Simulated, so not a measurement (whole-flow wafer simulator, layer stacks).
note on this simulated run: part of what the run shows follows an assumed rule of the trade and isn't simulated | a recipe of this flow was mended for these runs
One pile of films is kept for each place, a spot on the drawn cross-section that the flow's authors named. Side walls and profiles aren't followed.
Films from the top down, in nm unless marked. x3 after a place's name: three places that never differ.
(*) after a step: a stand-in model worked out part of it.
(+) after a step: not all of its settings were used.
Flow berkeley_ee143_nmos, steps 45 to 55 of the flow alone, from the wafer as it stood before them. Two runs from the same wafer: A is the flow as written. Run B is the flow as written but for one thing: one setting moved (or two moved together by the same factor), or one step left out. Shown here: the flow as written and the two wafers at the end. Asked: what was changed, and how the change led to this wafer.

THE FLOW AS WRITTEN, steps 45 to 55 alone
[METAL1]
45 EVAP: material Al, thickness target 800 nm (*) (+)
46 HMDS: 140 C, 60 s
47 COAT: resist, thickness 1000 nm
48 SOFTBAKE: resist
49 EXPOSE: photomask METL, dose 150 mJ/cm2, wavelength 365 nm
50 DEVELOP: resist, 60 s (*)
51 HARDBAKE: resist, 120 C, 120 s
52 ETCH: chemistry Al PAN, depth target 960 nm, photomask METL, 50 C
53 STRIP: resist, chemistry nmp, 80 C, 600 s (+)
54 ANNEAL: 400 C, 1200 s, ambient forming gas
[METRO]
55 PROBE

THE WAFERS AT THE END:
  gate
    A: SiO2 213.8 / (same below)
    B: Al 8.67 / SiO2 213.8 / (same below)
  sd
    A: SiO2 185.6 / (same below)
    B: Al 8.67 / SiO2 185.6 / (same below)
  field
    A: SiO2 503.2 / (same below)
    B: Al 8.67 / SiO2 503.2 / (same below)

The cause: step 52, ETCH: depth target 778 nm was run, where the flow has depth target 960 nm.

How the change led to this, step by step:
  52 ETCH: chemistry Al PAN, depth target 960 nm, photomask METL, 50 C
      gate, sd, field: A Al -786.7 (all of it) | B Al -778
Counting metal films that touch as one body, gate has 1 body; the flow as written gives 0 bodies.
Counting metal films that touch as one body, sd has 1 body; the flow as written gives 0 bodies.
Counting metal films that touch as one body, field has 1 body; the flow as written gives 0 bodies.
